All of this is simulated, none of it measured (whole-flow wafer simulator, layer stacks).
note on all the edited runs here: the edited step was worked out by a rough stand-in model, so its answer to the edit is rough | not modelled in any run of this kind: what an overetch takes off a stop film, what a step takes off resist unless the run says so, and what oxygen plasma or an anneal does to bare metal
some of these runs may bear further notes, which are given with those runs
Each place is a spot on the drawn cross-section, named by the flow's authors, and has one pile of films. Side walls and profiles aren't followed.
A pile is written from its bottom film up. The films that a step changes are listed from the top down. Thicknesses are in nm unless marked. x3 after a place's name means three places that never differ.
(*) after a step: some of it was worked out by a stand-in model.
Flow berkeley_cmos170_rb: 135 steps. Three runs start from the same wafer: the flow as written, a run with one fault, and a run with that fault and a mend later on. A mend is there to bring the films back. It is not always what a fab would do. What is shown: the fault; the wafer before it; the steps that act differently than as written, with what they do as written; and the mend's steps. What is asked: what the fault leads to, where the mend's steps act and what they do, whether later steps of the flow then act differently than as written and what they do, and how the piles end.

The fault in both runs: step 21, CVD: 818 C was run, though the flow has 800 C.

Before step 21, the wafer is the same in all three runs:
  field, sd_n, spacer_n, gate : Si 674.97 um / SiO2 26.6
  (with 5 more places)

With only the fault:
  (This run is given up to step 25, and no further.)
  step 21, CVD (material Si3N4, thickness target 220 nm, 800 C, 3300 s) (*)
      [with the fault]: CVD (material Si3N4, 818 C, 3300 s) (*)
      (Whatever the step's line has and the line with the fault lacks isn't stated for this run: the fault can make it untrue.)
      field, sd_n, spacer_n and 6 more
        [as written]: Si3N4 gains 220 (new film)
        [with the fault]: Si3N4 gains 275.1 (new film)
  Later steps of the flow up to step 25 that are run all act as written at every place that is followed.
  Once step 25 is done, the piles at field, sd_n, spacer_n and 6 more depart from the flow's by more than 2% or 0.5 nm, whichever is larger.
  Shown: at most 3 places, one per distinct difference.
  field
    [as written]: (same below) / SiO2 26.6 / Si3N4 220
    [with the fault]: (same below) / SiO2 26.6 / Si3N4 275.1
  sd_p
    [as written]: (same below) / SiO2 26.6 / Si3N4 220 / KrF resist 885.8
    [with the fault]: (same below) / SiO2 26.6 / Si3N4 275.1 / KrF resist 885.8

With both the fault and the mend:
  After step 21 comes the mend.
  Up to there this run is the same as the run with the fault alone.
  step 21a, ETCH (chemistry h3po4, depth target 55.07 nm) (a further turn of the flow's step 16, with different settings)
      field, sd_n, spacer_n and 6 more
        Si3N4 loses 55.1
  Later steps of the flow that are run all act as written at every place that is followed.
  The piles end the same as the flow's at every place that both follow.
